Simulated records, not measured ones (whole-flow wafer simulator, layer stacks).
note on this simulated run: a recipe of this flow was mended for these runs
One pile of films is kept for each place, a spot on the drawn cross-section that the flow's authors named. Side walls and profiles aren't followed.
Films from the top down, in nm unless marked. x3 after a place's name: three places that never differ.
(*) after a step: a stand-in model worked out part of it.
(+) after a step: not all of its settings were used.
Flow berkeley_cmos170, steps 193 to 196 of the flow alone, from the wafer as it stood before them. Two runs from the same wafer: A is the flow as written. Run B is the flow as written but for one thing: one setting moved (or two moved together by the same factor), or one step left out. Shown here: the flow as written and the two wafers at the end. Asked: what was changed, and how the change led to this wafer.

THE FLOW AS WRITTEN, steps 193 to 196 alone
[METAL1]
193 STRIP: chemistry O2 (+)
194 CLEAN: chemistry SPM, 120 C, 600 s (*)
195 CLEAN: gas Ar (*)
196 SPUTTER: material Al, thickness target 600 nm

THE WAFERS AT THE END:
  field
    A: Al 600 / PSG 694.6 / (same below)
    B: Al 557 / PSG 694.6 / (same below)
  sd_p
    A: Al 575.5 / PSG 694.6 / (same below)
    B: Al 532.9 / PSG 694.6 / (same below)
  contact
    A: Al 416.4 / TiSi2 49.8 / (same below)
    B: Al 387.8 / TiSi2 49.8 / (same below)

The cause: step 196, SPUTTER: thickness target 557 nm was run, where the flow has thickness target 600 nm.
It can be read off the wafer: field has Al 557, and step 196 as written asks for 600 nm.

How the change led to this, step by step:
  196 SPUTTER: material Al, thickness target 600 nm
      field, mark, sd_n and 8 more: A Al +600 (new film) | B Al +557 (new film)
      sd_p: A Al +575.5 (new film) | B Al +532.9 (new film)
      (and at 1 more place)
